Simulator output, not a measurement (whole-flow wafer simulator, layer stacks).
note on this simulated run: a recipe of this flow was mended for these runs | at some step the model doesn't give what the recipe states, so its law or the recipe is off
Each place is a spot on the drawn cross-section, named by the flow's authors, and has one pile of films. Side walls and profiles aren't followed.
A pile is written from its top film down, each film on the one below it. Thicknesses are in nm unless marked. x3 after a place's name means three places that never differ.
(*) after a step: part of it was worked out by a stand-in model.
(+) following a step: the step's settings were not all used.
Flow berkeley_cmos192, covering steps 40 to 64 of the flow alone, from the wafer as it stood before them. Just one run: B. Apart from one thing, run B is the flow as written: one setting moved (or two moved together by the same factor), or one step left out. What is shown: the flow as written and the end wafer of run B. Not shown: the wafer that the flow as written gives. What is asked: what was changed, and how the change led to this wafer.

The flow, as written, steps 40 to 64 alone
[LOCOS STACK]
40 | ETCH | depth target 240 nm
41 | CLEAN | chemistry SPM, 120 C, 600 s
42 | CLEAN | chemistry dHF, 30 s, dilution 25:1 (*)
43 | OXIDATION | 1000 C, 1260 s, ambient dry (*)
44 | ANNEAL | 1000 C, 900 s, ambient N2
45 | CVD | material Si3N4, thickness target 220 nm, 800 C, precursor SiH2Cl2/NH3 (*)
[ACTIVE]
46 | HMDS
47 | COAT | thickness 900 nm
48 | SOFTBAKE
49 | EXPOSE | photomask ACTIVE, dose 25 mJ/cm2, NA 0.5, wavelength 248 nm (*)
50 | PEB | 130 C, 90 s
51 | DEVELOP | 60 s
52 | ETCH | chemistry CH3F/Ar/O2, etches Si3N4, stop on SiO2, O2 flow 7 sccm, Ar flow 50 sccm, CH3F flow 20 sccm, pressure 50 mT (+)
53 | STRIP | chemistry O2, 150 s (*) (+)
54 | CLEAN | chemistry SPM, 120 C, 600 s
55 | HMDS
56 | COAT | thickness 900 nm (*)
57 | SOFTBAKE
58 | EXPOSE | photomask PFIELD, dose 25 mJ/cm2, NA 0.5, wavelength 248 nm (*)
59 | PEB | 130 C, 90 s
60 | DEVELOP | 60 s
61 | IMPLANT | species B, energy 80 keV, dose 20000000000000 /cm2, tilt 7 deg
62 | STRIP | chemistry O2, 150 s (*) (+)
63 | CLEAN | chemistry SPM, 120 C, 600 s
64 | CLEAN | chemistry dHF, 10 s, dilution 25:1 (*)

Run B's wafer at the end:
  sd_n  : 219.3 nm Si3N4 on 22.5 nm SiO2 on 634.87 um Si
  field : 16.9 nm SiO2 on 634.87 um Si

Cause: step 43, OXIDATION: 984 C was run, whereas the flow has 1000 C.

Step by step, how the change led to this:
  43 | OXIDATION | 1000 C, 1260 s, ambient dry (*)
      field, sd_n, spacer_n and 6 more: +22.5 SiO2 (new film), -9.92 Si (it would be, as written: +26.6 SiO2 (new film), -11.7 Si)
